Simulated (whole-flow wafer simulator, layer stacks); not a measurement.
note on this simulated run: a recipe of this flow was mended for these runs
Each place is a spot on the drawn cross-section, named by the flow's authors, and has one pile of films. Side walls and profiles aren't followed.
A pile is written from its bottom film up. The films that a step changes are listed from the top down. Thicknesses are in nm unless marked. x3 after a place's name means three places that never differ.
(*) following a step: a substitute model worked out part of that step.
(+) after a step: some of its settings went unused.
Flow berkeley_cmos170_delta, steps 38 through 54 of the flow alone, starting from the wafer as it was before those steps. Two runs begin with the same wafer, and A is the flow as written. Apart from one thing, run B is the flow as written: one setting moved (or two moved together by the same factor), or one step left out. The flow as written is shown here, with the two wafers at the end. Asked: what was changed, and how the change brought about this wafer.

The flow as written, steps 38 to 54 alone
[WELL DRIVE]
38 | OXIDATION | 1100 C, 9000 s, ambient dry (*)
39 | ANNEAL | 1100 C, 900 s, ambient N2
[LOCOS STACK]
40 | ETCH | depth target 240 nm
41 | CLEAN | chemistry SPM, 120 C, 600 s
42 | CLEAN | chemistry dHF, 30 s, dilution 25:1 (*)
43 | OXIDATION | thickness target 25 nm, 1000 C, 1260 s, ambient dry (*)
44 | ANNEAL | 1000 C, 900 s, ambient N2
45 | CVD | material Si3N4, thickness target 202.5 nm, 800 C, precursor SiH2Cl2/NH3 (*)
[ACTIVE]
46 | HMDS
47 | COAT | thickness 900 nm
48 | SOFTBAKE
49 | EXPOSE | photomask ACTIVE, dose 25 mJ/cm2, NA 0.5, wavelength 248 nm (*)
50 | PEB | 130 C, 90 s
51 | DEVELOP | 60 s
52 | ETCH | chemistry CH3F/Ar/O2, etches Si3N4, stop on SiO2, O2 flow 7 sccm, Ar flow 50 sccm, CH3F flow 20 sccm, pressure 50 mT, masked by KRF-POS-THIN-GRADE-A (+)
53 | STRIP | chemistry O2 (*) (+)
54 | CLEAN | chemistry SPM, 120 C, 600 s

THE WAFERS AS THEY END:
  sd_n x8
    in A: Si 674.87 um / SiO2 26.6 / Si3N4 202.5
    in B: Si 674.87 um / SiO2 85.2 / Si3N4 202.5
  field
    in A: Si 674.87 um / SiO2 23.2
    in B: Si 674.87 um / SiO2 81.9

The reason: step 40, ETCH: depth target 120 nm was run, whereas the flow has depth target 240 nm.

How this came from the change, step by step:
  40 | ETCH | depth target 240 nm
      field, sd_n x8: A -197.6 SiO2 (all of it) | B -120 SiO2
  41 | CLEAN | chemistry SPM, 120 C, 600 s
      field, sd_n x8: A +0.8 chemical SiO2 (new film), -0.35 Si | B nothing
  42 | CLEAN | chemistry dHF, 30 s, dilution 25:1 (*)
      field, sd_n x8: A -0.8 chemical SiO2 (all of it) | B -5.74 SiO2
  43 | OXIDATION | thickness target 25 nm, 1000 C, 1260 s, ambient dry (*)
      field, sd_n x8: A +26.6 SiO2 (new film), -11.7 Si | B +13.3 SiO2, -5.87 Si
